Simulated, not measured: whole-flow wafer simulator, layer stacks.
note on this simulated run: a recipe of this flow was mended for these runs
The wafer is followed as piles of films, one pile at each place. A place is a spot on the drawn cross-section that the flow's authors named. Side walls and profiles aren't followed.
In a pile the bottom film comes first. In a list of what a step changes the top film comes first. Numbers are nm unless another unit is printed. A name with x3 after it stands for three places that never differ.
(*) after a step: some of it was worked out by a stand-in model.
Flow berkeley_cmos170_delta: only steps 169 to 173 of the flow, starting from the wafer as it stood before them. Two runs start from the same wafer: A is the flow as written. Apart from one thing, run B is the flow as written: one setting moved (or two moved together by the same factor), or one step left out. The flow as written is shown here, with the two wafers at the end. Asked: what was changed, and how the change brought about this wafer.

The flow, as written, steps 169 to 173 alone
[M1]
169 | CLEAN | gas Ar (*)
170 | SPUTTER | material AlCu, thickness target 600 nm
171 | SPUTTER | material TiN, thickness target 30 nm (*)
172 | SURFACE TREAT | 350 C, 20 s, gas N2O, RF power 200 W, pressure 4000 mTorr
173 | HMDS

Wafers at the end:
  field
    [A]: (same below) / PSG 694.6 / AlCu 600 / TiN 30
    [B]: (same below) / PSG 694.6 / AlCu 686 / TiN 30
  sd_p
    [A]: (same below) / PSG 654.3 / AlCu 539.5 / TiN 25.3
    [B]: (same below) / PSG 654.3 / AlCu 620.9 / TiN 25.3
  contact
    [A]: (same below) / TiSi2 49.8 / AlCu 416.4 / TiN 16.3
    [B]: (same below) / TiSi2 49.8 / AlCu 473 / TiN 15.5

What caused this: step 170, SPUTTER: thickness target 686 nm was run, though the flow has thickness target 600 nm.
One can read it off the wafer: field has AlCu 686, and step 170 as written asks for 600 nm.

How this came from the change, step by step:
  170 | SPUTTER | material AlCu, thickness target 600 nm
      field, sd_n, spacer_n, gate, spacer_p, gate_p, m1: A +600 AlCu (new film) | B +686 AlCu (new film)
      sd_p: A +539.5 AlCu (new film) | B +620.9 AlCu (new film)
      (also at 1 further place)
  171 | SPUTTER | material TiN, thickness target 30 nm (*)
      contact: A +16.3 TiN (new film) | B +15.5 TiN (new film)
